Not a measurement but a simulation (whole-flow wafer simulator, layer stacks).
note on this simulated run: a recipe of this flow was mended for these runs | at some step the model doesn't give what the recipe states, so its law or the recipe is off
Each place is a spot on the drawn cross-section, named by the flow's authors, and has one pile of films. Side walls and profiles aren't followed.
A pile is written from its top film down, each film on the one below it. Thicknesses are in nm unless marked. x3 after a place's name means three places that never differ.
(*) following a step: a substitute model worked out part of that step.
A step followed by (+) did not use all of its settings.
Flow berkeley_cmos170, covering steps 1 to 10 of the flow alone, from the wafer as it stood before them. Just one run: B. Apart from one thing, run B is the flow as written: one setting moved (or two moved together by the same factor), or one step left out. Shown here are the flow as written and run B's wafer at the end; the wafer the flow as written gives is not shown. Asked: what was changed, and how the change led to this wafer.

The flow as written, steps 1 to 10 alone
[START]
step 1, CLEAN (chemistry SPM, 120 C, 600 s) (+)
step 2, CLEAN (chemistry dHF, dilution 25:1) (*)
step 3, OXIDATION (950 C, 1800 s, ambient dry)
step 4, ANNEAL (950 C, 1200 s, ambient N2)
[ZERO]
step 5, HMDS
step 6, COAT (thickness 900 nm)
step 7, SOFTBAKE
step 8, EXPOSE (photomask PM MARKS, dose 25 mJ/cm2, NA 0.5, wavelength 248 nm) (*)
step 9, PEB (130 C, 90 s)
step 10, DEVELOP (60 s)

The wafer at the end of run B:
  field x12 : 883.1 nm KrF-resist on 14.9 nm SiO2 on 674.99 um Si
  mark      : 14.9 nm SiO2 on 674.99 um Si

Cause: step 3, OXIDATION: 1080 s was run, while the flow as written has 1800 s.

How this came from the change, step by step:
  step 3, OXIDATION (950 C, 1800 s, ambient dry)
      field x12, mark: +14.9 SiO2 (new film), -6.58 Si (as written it would have been: +20.4 SiO2 (new film), -8.98 Si)
